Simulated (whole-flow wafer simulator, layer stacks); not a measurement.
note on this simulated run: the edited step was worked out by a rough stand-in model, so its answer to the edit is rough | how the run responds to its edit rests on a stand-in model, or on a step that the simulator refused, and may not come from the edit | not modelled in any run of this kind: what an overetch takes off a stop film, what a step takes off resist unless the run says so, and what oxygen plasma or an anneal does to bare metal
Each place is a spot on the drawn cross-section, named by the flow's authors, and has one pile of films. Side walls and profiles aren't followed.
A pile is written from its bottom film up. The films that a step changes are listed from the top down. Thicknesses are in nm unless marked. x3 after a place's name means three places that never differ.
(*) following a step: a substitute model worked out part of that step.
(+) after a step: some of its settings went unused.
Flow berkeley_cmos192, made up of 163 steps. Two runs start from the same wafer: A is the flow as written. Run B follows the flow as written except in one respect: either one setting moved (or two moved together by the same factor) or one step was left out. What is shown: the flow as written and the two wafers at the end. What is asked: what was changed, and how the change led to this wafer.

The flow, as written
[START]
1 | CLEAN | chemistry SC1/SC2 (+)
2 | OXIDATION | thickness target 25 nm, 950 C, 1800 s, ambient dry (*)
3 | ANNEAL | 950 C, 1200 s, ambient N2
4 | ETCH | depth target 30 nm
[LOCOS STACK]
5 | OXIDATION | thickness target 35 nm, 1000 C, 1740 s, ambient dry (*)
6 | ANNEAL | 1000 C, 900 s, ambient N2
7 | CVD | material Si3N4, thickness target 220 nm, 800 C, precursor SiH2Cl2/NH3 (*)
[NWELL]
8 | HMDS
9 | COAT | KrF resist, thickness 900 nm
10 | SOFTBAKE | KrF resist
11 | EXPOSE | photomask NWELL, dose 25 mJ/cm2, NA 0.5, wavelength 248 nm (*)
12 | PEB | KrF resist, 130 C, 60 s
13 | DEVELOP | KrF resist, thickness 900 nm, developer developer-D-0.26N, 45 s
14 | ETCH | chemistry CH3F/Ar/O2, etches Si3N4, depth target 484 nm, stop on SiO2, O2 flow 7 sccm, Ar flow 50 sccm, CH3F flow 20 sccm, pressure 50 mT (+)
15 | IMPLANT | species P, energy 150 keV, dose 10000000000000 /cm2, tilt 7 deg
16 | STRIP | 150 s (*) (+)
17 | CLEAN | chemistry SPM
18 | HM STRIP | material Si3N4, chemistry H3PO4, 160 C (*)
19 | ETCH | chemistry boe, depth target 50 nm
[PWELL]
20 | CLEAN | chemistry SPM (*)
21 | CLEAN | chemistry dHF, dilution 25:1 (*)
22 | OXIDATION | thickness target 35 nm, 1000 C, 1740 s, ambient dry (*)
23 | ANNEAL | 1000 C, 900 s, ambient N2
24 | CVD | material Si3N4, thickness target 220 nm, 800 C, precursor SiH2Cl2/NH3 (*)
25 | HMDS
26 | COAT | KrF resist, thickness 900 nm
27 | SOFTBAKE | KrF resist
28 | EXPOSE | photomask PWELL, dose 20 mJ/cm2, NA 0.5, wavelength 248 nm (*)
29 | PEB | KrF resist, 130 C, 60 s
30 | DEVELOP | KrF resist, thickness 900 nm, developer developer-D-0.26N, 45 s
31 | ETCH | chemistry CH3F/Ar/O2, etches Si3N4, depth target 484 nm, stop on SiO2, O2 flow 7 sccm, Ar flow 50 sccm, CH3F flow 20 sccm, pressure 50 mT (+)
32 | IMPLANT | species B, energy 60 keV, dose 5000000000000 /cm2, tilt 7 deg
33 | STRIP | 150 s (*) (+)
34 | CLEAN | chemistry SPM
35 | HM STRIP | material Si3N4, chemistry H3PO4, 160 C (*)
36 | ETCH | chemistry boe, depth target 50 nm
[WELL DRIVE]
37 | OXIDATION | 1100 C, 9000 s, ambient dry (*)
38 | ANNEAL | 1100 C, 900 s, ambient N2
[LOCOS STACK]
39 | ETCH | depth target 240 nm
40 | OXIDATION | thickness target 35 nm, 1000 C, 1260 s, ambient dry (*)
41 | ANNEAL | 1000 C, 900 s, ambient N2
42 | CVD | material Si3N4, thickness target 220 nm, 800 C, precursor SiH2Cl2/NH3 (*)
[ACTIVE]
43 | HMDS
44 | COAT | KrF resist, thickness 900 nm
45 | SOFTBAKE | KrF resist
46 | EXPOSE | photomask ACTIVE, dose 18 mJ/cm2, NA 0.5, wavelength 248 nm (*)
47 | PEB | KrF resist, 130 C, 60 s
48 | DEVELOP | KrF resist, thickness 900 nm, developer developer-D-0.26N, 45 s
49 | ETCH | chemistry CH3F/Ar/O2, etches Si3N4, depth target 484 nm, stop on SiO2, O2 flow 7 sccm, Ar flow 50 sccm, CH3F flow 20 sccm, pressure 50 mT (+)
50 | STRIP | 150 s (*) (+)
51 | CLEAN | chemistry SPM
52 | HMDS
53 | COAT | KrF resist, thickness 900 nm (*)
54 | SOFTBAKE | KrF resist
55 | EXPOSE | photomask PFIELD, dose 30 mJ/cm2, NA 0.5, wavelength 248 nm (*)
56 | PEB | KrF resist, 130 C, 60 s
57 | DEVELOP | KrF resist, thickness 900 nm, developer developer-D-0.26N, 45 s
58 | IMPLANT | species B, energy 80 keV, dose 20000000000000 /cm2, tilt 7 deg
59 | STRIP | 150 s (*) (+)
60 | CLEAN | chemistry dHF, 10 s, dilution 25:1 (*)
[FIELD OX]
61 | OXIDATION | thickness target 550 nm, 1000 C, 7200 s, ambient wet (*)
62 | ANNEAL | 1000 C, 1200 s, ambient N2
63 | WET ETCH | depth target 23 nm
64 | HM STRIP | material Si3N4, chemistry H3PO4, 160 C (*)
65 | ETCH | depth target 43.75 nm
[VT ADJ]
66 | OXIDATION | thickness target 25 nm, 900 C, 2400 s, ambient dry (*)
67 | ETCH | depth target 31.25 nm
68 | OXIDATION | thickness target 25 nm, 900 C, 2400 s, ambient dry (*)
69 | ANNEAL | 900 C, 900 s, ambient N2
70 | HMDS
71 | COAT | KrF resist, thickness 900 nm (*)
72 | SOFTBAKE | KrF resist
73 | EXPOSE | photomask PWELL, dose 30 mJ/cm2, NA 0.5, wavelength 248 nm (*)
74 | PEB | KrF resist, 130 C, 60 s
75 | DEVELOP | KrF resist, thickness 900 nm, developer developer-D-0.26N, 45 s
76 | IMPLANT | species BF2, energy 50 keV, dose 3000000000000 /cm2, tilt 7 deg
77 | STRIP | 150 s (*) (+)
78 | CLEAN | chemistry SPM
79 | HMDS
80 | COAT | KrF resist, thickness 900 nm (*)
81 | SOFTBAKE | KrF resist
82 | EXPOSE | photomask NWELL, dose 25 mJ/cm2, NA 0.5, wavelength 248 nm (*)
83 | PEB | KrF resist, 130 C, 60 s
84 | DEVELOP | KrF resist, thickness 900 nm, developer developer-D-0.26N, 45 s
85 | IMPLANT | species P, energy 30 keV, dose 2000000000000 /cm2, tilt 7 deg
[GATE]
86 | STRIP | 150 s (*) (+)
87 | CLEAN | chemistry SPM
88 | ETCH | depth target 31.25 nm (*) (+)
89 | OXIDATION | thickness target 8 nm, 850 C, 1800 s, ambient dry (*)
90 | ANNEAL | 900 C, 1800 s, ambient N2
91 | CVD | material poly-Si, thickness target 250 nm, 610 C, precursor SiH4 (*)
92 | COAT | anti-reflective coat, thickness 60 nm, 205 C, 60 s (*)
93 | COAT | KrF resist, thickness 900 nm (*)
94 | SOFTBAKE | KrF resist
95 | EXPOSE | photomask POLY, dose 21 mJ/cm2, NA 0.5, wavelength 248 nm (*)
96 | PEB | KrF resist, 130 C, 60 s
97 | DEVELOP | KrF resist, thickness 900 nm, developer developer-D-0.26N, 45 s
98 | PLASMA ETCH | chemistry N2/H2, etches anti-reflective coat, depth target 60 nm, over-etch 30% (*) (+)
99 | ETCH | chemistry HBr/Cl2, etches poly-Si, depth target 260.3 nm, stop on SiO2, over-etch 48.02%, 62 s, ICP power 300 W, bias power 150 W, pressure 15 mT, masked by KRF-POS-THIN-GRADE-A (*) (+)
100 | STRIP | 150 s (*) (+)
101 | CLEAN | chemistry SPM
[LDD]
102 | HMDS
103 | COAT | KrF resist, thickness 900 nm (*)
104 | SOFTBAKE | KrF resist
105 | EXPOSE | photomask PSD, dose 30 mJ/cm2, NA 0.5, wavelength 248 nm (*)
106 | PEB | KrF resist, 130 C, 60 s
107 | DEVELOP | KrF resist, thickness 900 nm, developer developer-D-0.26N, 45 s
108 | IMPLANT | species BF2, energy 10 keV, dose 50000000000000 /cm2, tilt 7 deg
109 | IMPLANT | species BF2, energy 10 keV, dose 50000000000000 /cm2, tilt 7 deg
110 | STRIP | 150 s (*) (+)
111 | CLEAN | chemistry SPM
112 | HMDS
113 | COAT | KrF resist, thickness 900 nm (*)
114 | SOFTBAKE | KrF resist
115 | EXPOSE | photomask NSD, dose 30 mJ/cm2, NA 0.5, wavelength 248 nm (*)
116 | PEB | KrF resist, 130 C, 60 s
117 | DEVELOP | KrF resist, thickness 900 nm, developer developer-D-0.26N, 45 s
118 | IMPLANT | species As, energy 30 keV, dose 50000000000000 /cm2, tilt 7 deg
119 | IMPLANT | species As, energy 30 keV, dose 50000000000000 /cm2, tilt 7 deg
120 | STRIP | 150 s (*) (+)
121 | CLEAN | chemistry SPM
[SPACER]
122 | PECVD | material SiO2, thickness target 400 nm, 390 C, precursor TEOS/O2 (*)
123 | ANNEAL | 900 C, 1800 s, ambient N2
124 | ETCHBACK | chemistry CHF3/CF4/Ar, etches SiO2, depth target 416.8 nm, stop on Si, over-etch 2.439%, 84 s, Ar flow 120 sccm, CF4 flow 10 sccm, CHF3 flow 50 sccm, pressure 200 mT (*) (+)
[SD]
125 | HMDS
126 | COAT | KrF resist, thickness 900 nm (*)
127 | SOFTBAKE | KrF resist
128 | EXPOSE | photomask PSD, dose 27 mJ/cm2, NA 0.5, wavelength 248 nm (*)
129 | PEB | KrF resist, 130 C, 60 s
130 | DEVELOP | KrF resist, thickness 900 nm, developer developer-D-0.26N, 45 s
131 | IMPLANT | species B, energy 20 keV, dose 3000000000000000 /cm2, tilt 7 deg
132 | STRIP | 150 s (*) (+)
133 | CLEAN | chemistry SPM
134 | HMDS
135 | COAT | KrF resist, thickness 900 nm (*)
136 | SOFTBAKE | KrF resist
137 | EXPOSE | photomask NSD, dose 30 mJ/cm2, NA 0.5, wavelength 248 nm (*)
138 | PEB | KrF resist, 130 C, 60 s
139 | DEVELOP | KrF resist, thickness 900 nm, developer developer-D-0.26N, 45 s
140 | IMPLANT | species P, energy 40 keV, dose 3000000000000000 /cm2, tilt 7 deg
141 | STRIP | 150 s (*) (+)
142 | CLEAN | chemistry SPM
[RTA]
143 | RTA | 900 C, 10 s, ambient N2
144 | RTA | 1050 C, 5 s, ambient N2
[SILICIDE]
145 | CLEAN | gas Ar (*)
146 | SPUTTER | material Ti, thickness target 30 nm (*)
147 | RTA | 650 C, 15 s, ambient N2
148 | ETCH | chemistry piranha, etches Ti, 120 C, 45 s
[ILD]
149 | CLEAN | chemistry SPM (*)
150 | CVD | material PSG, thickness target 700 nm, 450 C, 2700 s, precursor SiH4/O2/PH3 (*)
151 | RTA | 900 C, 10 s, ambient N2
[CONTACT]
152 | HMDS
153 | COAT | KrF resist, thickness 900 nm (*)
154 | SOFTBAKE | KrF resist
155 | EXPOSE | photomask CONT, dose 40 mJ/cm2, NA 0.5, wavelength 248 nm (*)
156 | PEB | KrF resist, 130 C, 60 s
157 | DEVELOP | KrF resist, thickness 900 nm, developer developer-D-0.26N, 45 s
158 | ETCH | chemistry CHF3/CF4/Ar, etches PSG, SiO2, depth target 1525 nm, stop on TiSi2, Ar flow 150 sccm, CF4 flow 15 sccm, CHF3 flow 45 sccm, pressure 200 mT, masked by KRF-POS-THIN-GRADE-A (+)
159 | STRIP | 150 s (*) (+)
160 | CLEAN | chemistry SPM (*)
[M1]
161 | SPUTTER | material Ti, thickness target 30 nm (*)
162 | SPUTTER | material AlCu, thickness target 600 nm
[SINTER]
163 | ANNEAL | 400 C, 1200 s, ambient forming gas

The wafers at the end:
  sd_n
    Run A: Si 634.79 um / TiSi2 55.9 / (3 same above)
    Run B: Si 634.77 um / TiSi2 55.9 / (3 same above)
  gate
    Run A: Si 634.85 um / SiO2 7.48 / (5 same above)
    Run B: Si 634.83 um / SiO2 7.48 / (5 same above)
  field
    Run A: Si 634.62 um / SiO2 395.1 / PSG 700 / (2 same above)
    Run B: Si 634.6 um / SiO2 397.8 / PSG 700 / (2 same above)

The reason: step 37, OXIDATION: 13500 s was run, though the flow has 9000 s.

How this came from the change, step by step:
  37 | OXIDATION | 1100 C, 9000 s, ambient dry (*)
      field, sd_n, spacer_n and 6 more: A +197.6 SiO2 (new film), -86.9 Si | B +252.2 SiO2 (new film), -111 Si
  39 | ETCH | depth target 240 nm
      field, sd_n, spacer_n and 6 more: A -197.6 SiO2 (all of it) | B -240 SiO2
  40 | OXIDATION | thickness target 35 nm, 1000 C, 1260 s, ambient dry (*)
      field, sd_n, spacer_n and 6 more: A +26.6 SiO2 (new film), -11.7 Si | B +22.7 SiO2, -10 Si
  61 | OXIDATION | thickness target 550 nm, 1000 C, 7200 s, ambient wet (*)
      gate: A +12.1 SiO2 (new film), -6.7 Si3N4, +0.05 SiO2, -0.05 Si | B +12.1 SiO2 (new film), -6.7 Si3N4
  65 | ETCH | depth target 43.75 nm
      spacer_n, gate, spacer_p, gate_p, contact, m1: A -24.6 SiO2 (all of it) | B -33 SiO2 (all of it)
      sd_n, sd_p: A -24.6 SiO2 (all of it) | B -33.5 SiO2 (all of it)
  92 | COAT | anti-reflective coat, thickness 60 nm, 205 C, 60 s (*)
      sd_n: A +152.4 anti-reflective coat (new film) | B +156.8 anti-reflective coat (new film)
      spacer_n: A +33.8 anti-reflective coat (new film) | B +32.5 anti-reflective coat (new film)
      (as well as at 3 more places)
  98 | PLASMA ETCH | chemistry N2/H2, etches anti-reflective coat, depth target 60 nm, over-etch 30% (*) (+)
      sd_n: A -152.4 anti-reflective coat (all of it), -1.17 poly-Si | B -156.8 anti-reflective coat (all of it), -1.21 poly-Si
      spacer_n: A -33.8 anti-reflective coat (all of it), -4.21 poly-Si | B -32.5 anti-reflective coat (all of it), -4.4 poly-Si
      (as well as at 1 more place)
  100 | STRIP | 150 s (*) (+)
      gate: A +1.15 chemical SiO2 (new film), -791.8 KrF resist (all of it), -30 anti-reflective coat (all of it), -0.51 poly-Si | B +1.15 chemical SiO2 (new film), -796.7 KrF resist (all of it), -28.5 anti-reflective coat (all of it), -0.51 poly-Si
      gate_p: A +1.15 chemical SiO2 (new film), -765.1 KrF resist (all of it), -31 anti-reflective coat (all of it), -0.51 poly-Si | B +1.15 chemical SiO2 (new film), -768.2 KrF resist (all of it), -29.9 anti-reflective coat (all of it), -0.51 poly-Si
